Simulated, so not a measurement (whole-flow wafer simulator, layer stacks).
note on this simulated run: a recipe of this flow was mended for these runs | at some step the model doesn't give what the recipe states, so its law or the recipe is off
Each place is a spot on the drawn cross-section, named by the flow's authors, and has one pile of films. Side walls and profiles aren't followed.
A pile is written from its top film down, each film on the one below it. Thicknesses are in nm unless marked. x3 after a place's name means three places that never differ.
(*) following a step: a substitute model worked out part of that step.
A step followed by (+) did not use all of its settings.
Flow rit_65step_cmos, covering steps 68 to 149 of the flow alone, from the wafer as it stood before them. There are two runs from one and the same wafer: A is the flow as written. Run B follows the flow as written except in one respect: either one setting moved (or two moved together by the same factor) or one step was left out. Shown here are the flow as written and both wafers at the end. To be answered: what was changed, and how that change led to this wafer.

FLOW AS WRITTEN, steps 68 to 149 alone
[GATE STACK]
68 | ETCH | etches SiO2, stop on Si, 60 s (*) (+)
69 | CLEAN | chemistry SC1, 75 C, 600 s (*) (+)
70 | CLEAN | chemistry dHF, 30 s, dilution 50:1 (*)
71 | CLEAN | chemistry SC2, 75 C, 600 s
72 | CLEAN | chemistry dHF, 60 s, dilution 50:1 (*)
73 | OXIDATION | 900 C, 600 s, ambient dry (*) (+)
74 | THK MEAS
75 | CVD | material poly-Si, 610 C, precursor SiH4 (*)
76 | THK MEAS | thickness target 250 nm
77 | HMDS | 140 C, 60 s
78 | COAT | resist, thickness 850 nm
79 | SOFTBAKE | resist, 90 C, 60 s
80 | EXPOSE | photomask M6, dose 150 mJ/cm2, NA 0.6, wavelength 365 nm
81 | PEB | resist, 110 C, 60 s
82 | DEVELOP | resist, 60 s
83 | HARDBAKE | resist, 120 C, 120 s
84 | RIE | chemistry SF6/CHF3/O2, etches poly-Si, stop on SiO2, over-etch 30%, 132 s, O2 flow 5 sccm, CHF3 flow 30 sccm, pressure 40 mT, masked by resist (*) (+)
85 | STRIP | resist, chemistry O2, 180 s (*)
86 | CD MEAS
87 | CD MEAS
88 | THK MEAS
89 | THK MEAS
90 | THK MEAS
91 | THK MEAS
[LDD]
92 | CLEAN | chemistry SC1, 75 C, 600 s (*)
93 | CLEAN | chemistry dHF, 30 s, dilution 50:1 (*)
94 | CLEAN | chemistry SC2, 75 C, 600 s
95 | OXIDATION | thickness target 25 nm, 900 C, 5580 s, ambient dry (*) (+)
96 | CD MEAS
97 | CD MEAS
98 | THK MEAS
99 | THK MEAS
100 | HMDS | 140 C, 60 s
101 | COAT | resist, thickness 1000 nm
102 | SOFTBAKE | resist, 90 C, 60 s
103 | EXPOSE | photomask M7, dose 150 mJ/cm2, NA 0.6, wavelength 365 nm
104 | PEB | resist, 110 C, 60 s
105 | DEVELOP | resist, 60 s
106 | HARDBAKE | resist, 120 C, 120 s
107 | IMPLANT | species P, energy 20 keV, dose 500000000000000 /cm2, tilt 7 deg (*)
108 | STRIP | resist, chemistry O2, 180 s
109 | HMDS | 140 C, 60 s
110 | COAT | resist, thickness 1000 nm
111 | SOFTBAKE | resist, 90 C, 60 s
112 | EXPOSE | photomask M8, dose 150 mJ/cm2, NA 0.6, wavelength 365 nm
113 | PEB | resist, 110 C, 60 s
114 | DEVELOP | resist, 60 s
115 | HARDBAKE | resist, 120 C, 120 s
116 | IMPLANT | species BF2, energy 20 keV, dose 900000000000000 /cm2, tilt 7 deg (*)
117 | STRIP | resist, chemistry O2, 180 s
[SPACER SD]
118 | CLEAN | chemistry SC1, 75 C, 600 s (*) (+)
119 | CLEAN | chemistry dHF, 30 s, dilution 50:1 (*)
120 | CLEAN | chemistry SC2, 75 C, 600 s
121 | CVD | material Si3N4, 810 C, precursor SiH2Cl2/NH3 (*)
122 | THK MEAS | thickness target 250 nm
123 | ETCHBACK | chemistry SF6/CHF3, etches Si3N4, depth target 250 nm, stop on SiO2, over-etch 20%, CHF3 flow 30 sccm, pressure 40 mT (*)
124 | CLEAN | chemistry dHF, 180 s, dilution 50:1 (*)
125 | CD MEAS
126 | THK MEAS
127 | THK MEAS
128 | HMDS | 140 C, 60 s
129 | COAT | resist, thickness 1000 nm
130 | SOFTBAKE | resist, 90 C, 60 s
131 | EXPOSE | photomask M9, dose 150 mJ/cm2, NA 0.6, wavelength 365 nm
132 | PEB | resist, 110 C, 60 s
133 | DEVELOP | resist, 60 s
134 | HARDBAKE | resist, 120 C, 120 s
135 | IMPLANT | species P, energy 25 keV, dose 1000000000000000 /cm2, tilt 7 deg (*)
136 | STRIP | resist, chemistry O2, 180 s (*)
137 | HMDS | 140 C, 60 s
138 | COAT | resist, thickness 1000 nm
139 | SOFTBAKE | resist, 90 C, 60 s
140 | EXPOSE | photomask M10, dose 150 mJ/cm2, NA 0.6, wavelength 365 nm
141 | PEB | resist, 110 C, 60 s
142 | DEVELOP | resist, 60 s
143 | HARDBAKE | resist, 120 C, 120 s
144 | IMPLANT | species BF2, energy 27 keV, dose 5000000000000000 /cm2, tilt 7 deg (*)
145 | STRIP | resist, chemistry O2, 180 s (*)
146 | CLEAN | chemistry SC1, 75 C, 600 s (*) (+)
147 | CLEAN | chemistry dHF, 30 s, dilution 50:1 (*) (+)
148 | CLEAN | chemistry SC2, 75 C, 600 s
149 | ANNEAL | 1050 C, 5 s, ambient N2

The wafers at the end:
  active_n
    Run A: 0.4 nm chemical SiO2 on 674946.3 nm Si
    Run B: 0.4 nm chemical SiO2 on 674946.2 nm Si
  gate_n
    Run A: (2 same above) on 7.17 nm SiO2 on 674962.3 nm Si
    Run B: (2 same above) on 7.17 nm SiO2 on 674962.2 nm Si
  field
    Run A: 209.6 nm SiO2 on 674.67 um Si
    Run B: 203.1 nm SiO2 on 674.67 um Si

The reason: step 68, ETCH: 67 s was run, whereas the flow has 60 s.

The path from the change to this, step by step:
  68 | ETCH | etches SiO2, stop on Si, 60 s (*) (+)
      field, field_pw, field_nw, field_p: A -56 SiO2 | B -62.5 SiO2
